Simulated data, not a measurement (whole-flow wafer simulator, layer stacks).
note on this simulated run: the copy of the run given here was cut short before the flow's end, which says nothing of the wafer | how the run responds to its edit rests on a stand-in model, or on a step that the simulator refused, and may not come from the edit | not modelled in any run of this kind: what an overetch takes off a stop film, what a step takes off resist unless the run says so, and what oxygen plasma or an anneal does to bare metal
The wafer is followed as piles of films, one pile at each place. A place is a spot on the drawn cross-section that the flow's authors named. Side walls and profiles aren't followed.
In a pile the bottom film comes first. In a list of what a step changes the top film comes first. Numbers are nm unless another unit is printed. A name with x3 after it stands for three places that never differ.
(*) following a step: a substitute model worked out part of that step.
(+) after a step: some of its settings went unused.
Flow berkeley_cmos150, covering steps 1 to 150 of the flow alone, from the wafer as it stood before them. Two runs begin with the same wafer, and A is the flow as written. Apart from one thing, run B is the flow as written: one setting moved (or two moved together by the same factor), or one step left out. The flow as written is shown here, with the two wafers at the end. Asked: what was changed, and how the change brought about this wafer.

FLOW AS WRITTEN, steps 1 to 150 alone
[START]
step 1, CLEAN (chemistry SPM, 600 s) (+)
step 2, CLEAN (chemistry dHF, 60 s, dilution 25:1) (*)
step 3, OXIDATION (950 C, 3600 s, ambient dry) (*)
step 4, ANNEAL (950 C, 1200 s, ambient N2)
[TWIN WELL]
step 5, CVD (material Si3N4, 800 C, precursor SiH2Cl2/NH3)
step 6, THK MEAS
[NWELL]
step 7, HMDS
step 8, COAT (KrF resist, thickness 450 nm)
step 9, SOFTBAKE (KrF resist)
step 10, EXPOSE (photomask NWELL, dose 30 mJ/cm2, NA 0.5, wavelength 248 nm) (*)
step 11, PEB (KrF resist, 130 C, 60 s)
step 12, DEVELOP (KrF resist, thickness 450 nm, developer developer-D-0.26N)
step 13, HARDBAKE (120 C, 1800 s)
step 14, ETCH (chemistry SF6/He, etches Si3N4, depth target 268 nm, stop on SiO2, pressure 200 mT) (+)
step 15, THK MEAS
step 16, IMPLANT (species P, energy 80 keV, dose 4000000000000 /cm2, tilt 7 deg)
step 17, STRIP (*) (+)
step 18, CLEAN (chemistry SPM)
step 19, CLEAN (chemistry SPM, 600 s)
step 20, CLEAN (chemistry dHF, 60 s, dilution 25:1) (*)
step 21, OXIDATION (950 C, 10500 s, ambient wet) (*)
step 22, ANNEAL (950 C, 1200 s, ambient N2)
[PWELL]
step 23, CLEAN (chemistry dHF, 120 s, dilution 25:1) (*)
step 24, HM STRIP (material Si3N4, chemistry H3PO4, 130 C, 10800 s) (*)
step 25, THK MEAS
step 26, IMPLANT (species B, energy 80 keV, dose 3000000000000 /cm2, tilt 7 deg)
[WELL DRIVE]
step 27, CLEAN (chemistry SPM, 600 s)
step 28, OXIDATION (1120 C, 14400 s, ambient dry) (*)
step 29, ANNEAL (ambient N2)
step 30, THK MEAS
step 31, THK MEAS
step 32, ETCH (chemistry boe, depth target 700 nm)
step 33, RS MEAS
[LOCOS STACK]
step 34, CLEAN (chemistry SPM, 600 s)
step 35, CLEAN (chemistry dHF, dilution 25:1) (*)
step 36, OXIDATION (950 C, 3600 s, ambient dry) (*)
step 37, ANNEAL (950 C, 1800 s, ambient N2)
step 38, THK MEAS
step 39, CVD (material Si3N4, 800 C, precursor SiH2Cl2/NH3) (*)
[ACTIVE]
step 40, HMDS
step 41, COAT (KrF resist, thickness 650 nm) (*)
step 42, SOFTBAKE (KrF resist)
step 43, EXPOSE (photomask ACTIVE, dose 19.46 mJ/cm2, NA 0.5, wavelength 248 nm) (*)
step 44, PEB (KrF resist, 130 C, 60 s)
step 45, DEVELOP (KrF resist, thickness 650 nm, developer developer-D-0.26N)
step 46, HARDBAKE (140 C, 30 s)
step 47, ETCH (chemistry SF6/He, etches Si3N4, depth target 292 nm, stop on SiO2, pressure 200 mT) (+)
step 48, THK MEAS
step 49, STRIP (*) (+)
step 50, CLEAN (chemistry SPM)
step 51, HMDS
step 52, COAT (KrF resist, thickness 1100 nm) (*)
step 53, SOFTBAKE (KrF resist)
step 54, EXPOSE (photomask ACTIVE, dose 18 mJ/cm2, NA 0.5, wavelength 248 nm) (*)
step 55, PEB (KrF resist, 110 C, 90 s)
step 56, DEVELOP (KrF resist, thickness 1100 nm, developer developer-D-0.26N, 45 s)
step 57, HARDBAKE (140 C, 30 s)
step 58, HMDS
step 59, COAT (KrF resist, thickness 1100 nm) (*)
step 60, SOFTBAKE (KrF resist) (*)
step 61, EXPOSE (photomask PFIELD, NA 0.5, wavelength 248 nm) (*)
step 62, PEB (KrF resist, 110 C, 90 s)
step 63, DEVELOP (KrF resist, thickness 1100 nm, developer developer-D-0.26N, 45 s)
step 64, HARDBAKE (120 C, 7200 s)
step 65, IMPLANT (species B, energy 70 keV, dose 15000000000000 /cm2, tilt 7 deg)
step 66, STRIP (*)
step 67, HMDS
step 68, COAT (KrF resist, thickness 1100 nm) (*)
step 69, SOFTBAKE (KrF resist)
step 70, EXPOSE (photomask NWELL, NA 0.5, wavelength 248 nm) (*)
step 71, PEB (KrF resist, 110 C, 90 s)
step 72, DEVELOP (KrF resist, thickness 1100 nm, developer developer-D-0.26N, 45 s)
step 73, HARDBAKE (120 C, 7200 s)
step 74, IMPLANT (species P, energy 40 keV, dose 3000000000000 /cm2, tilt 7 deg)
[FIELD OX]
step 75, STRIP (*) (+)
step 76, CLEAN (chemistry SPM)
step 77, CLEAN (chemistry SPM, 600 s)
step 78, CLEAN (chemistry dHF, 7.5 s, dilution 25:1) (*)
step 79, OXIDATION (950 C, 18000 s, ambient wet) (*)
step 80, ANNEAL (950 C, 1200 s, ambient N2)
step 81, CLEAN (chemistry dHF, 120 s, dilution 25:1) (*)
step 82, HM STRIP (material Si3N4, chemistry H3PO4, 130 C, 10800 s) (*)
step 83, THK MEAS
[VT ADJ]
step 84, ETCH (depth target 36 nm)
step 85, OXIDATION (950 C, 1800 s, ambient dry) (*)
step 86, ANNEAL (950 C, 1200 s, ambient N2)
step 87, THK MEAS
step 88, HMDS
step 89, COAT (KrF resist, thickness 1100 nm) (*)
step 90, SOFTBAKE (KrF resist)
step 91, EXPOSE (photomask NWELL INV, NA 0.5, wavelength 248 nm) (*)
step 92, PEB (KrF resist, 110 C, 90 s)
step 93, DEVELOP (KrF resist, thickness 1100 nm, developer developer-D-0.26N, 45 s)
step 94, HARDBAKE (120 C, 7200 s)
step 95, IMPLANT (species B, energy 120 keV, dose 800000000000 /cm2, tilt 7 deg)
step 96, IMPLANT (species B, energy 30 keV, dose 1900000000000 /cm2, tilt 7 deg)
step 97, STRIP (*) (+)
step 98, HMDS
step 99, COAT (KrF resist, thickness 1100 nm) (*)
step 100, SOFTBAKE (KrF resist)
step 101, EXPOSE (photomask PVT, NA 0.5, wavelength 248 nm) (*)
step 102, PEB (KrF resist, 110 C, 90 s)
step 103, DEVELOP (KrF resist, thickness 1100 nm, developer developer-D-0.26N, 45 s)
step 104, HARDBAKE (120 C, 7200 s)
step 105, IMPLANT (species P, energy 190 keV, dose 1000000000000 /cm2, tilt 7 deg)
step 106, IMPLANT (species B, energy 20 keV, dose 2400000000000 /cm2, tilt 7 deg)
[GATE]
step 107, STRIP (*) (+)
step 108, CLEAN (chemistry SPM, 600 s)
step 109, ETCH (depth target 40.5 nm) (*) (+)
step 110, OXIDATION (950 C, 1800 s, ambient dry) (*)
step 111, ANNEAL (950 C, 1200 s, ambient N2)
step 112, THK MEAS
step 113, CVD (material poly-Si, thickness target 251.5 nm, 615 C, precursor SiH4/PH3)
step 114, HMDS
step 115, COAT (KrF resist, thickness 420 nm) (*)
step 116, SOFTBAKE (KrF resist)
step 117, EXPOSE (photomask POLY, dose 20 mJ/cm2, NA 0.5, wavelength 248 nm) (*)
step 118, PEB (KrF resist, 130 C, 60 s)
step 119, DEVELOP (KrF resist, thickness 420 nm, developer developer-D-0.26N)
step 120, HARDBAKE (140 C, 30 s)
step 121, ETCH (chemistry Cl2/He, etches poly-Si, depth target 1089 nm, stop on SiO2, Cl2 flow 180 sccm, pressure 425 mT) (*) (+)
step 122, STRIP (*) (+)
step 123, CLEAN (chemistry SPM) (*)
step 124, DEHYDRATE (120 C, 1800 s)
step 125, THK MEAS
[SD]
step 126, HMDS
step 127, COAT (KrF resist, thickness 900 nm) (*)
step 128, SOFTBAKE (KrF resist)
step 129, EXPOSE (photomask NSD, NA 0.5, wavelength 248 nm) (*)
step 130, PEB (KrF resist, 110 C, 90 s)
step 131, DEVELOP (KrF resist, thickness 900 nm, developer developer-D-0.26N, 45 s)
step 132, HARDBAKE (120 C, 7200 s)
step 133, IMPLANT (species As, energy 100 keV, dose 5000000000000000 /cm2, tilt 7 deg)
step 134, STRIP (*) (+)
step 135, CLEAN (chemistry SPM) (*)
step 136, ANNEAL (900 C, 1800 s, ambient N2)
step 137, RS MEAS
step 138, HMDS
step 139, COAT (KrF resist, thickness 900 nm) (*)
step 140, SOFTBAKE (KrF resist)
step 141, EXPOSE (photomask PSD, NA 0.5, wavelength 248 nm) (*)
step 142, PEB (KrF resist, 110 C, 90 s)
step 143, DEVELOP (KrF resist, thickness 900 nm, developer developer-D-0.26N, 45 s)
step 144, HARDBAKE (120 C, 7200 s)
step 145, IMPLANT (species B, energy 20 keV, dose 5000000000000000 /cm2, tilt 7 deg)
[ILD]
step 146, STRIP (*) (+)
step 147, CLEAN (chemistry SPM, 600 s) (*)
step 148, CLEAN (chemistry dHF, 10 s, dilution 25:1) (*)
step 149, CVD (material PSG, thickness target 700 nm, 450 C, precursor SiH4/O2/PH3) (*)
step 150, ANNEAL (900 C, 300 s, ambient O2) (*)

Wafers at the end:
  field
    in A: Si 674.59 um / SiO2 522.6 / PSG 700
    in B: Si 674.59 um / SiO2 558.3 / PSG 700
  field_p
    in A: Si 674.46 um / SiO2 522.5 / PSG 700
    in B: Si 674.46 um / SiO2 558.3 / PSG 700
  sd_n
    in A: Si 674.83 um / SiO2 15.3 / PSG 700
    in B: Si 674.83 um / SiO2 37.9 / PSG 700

The reason: step 84, ETCH: depth target 36 nm, was skipped.

How this came from the change, step by step:
  step 85, OXIDATION (950 C, 1800 s, ambient dry) (*)
      gate_n, sd_p, gate_p, contact, m1: A SiO2 gains 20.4 (new film), Si loses 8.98 | B SiO2 gains 11.9, Si loses 5.25
      sd_n: A SiO2 gains 12.2, Si loses 5.35 | B SiO2 gains 8.11, Si loses 3.57
  step 109, ETCH (depth target 40.5 nm) (*) (+)
      gate_n, sd_p, gate_p, contact, m1: A SiO2 loses 20.4 (all of it) | B SiO2 loses 40.5
      sd_n: A SiO2 loses 40.4 (all of it) | B SiO2 loses 40.5
  step 110, OXIDATION (950 C, 1800 s, ambient dry) (*)
      gate_n, sd_p, gate_p, m1: A SiO2 gains 20.4 (new film), Si loses 8.98 | B SiO2 gains 19.4, Si loses 8.54
      sd_n: A SiO2 gains 20.4 (new film), Si loses 8.98 | B SiO2 gains 11.1, Si loses 4.89
      (as well as at 1 more place)
  step 115, COAT (KrF resist, thickness 420 nm) (*)
      gate_n: A KrF resist gains 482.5 (new film) | B KrF resist gains 498.3 (new film)
      sd_p: A KrF resist gains 559.7 (new film) | B KrF resist gains 572.2 (new film)
      (as well as at 1 more place)
  step 119, DEVELOP (KrF resist, thickness 420 nm, developer developer-D-0.26N)
      sd_p: A KrF resist loses 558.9 (all of it) | B KrF resist loses 571.3 (all of it)
      m1: A KrF resist loses 526.1 (all of it) | B KrF resist loses 540.3 (all of it)
  step 120, HARDBAKE (140 C, 30 s)
      gate_n: A KrF resist loses 77.1 | B KrF resist loses 79.8
  step 122, STRIP (*) (+)
      gate_n: A chemical SiO2 gains 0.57 (new film), KrF resist loses 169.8 (all of it), poly-Si loses 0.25 | B chemical SiO2 gains 0.58 (new film), KrF resist loses 183 (all of it), poly-Si loses 0.25
      gate_p: A chemical SiO2 gains 0.57 (new film), KrF resist loses 206.4 (all of it), poly-Si loses 0.25 | B chemical SiO2 gains 0.58 (new film), KrF resist loses 212.9 (all of it), poly-Si loses 0.25
  step 127, COAT (KrF resist, thickness 900 nm) (*)
      gate_n: A KrF resist gains 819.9 (new film) | B KrF resist gains 839 (new film)
  step 131, DEVELOP (KrF resist, thickness 900 nm, developer developer-D-0.26N, 45 s)
      gate_n: A KrF resist loses 814.3 (all of it) | B KrF resist loses 833.2 (all of it)
  step 139, COAT (KrF resist, thickness 900 nm) (*)
      gate_n: A KrF resist gains 819.8 (new film) | B KrF resist gains 838.8 (new film)
  step 146, STRIP (*) (+)
      gate_n: A KrF resist loses 788 (all of it), chemical SiO2 gains 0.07, poly-Si loses 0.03 | B KrF resist loses 806.6 (all of it), chemical SiO2 gains 0.07, poly-Si loses 0.03
